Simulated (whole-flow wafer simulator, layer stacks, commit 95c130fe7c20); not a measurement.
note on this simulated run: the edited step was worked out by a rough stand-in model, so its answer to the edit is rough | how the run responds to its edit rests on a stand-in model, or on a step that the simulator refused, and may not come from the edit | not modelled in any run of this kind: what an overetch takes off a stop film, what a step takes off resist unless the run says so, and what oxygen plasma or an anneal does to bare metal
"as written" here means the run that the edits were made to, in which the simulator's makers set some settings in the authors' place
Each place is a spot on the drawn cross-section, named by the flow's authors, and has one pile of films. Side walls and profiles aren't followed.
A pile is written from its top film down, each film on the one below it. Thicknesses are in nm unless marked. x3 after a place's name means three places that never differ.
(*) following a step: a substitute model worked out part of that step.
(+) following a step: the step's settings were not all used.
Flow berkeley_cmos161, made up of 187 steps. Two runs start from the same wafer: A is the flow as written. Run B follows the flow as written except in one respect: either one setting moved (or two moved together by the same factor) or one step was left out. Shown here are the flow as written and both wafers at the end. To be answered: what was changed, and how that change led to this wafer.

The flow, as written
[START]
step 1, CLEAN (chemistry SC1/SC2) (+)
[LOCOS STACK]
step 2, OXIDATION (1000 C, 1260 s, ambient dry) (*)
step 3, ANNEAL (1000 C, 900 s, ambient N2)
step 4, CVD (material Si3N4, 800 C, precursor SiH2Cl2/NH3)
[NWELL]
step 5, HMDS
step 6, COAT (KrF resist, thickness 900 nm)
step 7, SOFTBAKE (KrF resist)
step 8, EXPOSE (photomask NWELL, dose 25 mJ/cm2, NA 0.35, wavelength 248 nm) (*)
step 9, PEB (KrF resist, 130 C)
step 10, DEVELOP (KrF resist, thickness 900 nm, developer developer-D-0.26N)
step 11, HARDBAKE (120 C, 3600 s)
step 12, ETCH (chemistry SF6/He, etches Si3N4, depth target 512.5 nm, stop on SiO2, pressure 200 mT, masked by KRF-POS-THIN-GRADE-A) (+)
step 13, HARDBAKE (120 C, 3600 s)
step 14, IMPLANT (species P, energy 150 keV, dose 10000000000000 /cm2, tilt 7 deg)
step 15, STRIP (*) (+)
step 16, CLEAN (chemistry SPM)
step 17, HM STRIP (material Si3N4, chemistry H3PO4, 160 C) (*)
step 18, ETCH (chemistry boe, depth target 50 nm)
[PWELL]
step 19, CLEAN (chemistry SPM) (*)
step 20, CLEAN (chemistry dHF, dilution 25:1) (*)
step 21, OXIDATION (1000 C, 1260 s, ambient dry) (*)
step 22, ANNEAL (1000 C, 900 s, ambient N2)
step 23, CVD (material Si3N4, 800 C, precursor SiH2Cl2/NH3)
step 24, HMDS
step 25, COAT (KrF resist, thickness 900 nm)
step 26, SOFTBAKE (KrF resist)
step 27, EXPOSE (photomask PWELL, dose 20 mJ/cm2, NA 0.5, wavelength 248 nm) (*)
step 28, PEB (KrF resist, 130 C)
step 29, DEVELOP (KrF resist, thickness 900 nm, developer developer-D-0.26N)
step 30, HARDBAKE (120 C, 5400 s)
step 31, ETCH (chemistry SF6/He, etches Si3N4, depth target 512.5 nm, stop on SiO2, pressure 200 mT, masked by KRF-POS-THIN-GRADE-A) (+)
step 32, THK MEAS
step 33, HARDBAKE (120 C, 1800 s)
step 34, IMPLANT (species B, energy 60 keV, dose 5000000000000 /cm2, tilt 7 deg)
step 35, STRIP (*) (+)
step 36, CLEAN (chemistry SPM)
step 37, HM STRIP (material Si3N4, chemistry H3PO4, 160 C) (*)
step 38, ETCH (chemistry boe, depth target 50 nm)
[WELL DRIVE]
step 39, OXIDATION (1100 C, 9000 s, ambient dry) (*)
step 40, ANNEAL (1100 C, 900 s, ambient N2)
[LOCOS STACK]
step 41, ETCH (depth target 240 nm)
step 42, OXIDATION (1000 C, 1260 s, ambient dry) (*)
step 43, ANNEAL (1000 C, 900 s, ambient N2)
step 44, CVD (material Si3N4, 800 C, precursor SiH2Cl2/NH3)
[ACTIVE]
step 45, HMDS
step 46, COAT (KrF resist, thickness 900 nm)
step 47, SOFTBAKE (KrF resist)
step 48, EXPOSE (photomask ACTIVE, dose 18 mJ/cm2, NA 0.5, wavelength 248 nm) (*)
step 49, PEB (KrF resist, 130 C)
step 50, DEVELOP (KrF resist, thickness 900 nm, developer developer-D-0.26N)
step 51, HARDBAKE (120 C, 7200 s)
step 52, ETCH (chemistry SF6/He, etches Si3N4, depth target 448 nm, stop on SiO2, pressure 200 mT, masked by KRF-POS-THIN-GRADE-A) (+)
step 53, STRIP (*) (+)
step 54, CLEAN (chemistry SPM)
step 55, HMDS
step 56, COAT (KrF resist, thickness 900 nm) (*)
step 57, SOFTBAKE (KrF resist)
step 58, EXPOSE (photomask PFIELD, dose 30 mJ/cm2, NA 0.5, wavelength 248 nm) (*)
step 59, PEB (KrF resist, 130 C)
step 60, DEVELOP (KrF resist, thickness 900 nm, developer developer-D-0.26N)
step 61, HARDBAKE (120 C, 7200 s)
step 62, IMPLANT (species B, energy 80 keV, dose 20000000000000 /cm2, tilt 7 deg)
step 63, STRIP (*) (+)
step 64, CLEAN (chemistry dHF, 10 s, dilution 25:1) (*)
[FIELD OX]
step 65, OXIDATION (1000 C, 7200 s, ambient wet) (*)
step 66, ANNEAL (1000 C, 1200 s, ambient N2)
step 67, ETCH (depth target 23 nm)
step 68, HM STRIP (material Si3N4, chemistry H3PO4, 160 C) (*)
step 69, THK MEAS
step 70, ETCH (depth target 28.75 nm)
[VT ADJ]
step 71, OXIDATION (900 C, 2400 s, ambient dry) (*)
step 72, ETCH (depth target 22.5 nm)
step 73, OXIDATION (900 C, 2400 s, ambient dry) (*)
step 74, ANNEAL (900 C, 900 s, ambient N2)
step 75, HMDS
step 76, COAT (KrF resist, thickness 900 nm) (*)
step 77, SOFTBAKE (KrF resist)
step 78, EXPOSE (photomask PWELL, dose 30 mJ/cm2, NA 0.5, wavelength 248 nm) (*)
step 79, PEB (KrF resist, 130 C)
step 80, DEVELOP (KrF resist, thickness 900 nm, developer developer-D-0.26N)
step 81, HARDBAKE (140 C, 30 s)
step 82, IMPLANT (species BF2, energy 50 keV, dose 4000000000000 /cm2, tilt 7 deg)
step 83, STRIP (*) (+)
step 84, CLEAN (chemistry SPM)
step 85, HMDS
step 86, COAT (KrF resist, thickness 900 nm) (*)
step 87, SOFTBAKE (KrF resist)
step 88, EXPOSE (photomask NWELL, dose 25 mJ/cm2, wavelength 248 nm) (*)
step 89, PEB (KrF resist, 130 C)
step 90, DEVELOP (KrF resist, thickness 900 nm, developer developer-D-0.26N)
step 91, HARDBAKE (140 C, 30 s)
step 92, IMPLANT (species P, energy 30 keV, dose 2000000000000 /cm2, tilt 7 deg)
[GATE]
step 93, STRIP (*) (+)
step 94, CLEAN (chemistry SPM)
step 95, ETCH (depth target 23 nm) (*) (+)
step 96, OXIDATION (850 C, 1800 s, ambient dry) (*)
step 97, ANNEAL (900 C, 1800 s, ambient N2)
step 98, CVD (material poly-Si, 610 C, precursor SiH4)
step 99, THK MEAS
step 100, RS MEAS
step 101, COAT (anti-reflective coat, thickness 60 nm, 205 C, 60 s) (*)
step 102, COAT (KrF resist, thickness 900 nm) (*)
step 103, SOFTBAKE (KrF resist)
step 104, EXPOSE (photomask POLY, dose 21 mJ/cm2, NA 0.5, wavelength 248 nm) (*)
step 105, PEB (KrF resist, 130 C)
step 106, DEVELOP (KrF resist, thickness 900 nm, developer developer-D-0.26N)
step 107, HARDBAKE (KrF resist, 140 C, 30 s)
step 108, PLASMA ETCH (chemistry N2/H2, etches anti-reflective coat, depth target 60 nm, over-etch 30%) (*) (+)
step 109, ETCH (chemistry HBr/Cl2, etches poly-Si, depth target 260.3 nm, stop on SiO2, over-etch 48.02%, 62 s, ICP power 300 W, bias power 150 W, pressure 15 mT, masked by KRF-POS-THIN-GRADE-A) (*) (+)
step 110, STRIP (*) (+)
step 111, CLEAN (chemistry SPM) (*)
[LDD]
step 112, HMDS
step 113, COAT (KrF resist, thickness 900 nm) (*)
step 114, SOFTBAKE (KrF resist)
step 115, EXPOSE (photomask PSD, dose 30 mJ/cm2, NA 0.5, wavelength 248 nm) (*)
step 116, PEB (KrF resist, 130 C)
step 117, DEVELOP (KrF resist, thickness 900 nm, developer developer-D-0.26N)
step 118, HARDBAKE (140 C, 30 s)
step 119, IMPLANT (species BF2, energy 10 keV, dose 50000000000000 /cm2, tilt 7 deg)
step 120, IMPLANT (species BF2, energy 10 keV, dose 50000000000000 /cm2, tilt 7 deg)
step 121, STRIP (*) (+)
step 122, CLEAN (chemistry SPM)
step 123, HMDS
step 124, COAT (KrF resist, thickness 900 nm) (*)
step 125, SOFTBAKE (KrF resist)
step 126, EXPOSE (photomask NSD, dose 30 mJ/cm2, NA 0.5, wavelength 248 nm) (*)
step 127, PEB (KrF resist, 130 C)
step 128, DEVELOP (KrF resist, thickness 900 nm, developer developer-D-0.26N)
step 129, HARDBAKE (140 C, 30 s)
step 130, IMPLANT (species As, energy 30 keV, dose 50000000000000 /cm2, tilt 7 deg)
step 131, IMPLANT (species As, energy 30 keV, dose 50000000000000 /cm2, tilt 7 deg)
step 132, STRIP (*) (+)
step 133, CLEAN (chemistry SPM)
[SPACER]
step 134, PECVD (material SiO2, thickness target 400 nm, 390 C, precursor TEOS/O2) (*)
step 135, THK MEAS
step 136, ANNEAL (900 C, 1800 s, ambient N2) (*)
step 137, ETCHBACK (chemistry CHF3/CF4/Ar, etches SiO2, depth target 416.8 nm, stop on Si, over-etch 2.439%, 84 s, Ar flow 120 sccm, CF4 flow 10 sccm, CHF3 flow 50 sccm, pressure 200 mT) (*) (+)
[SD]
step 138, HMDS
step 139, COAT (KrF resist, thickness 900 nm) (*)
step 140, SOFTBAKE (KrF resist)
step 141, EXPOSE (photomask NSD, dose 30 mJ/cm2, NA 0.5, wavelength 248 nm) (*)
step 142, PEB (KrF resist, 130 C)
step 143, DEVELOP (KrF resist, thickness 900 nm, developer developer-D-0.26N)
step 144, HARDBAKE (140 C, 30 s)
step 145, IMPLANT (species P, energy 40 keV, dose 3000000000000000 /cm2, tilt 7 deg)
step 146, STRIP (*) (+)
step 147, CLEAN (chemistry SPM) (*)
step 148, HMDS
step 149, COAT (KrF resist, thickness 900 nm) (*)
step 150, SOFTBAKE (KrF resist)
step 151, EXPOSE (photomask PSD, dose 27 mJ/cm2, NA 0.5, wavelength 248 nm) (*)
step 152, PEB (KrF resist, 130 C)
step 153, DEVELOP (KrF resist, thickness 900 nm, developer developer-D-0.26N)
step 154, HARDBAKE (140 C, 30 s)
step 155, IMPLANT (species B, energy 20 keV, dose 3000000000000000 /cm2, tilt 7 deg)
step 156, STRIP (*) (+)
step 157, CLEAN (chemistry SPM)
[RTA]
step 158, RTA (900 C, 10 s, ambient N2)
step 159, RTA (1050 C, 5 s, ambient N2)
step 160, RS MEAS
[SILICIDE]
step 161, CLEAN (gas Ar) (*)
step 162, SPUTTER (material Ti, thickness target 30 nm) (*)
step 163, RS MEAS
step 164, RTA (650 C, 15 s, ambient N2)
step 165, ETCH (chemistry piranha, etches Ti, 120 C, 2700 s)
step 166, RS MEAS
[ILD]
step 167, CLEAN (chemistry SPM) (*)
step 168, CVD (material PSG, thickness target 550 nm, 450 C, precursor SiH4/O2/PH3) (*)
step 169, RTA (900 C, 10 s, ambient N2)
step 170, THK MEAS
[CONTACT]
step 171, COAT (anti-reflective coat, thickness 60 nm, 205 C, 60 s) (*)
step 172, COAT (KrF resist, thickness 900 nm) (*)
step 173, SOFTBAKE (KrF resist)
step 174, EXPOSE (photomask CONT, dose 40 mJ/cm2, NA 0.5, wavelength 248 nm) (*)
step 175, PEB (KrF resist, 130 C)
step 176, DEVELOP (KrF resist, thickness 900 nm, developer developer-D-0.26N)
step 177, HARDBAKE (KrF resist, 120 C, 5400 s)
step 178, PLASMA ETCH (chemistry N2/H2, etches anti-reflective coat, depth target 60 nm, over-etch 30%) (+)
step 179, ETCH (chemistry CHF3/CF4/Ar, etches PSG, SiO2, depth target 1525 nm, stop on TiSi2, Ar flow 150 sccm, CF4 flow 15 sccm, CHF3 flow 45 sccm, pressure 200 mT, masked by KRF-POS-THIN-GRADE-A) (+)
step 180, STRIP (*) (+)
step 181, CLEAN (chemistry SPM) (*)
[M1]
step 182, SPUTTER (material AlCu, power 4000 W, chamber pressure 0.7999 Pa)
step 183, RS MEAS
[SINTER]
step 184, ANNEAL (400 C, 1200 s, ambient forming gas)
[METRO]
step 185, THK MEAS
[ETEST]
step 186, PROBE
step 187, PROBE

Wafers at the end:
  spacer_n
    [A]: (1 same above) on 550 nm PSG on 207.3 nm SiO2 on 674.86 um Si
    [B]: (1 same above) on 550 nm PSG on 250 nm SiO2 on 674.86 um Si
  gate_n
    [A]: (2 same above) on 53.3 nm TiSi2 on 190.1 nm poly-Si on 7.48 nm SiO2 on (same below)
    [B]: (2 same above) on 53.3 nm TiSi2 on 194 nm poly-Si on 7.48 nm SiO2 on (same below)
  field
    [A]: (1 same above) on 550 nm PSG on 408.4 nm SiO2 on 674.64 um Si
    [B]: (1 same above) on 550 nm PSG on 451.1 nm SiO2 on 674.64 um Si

What caused this: step 137, ETCHBACK: depth target 375.1 nm was run, though the flow has depth target 416.8 nm.

Step by step, how the change led to this:
  step 137, ETCHBACK (chemistry CHF3/CF4/Ar, etches SiO2, depth target 416.8 nm, stop on Si, over-etch 2.439%, 84 s, Ar flow 120 sccm, CF4 flow 10 sccm, CHF3 flow 50 sccm, pressure 200 mT) (*) (+)
      sd_n: A SiO2 loses 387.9 (all of it) | B SiO2 loses 384.3
      contact: A SiO2 loses 387.7 (all of it) | B SiO2 loses 384.3
      (and at 6 other places as well)
  step 139, COAT (KrF resist, thickness 900 nm) (*)
      sd_n: A KrF resist gains 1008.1 (new film) | B KrF resist gains 1030.8 (new film)
      spacer_n: A KrF resist gains 816.8 (new film) | B KrF resist gains 798.5 (new film)
      (and at 5 other places as well)
  step 143, DEVELOP (KrF resist, thickness 900 nm, developer developer-D-0.26N)
      sd_n: A KrF resist loses 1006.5 (all of it) | B KrF resist loses 1029.1 (all of it)
      spacer_n: A KrF resist loses 815.5 (all of it) | B KrF resist loses 797.2 (all of it)
      (and at 1 other place as well)
  step 144, HARDBAKE (140 C, 30 s)
      sd_p: A KrF resist loses 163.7 | B KrF resist loses 167.3
      spacer_p: A KrF resist loses 131 | B KrF resist loses 127.5
      (and at 2 other places as well)
  step 146, STRIP (*) (+)
      sd_n, contact: A chemical SiO2 gains 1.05 (new film), Si loses 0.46 | B nothing
      m1: A chemical SiO2 gains 0.8 (new film), KrF resist loses 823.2 (all of it), Si loses 0.35 | B KrF resist loses 840.5 (all of it)
      (and at 3 other places as well)
  step 149, COAT (KrF resist, thickness 900 nm) (*)
      sd_n: A KrF resist gains 1007.8 (new film) | B KrF resist gains 1031 (new film)
      spacer_n: A KrF resist gains 817.1 (new film) | B KrF resist gains 798.1 (new film)
      (and at 5 other places as well)
  step 153, DEVELOP (KrF resist, thickness 900 nm, developer developer-D-0.26N)
      sd_p: A KrF resist loses 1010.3 (all of it) | B KrF resist loses 1032.3 (all of it)
      spacer_p: A KrF resist loses 808.8 (all of it) | B KrF resist loses 787.2 (all of it)
      (and at 1 other place as well)
  step 154, HARDBAKE (140 C, 30 s)
      sd_n: A KrF resist loses 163 | B KrF resist loses 166.8
      spacer_n: A KrF resist loses 132.2 | B KrF resist loses 129.1
      (and at 2 other places as well)
  step 156, STRIP (*) (+)
      sd_n: A KrF resist loses 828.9 (all of it), chemical SiO2 gains 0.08 | B KrF resist loses 848.3 (all of it)
      m1: A KrF resist loses 823.1 (all of it), chemical SiO2 gains 0.15, Si loses 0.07 | B KrF resist loses 840.6 (all of it)
      (and at 2 other places as well)
  step 161, CLEAN (gas Ar) (*)
      sd_n: A chemical SiO2 loses 1.13 (all of it) | B SiO2 loses 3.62 (all of it)
      contact: A chemical SiO2 loses 1.13 (all of it) | B SiO2 loses 3.38 (all of it)
      (and at 1 other place as well)
  step 171, COAT (anti-reflective coat, thickness 60 nm, 205 C, 60 s) (*)
      sd_n: A anti-reflective coat gains 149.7 (new film) | B anti-reflective coat gains 186.2 (new film)
      spacer_n: A anti-reflective coat gains 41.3 (new film) | B anti-reflective coat gains 36.3 (new film)
      (and at 5 other places as well)
  step 172, COAT (KrF resist, thickness 900 nm) (*)
      sd_p: A KrF resist gains 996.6 (new film) | B KrF resist gains 1020 (new film)
      contact: A KrF resist gains 979.3 (new film) | B KrF resist gains 1001.4 (new film)
  step 176, DEVELOP (KrF resist, thickness 900 nm, developer developer-D-0.26N)
      contact: A KrF resist loses 977.7 (all of it) | B KrF resist loses 999.8 (all of it)
  step 180, STRIP (*) (+)
      sd_n: A KrF resist loses 692.5 (all of it), anti-reflective coat loses 149.7 (all of it) | B KrF resist loses 684.2 (all of it), anti-reflective coat loses 186.2 (all of it)
      spacer_n: A KrF resist loses 635.2 (all of it), anti-reflective coat loses 41.3 (all of it) | B KrF resist loses 633.6 (all of it), anti-reflective coat loses 36.3 (all of it)
      (and at 5 other places as well)
  step 182, SPUTTER (material AlCu, power 4000 W, chamber pressure 0.7999 Pa)
      sd_p: A AlCu gains 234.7 (new film) | B AlCu gains 224.5 (new film)
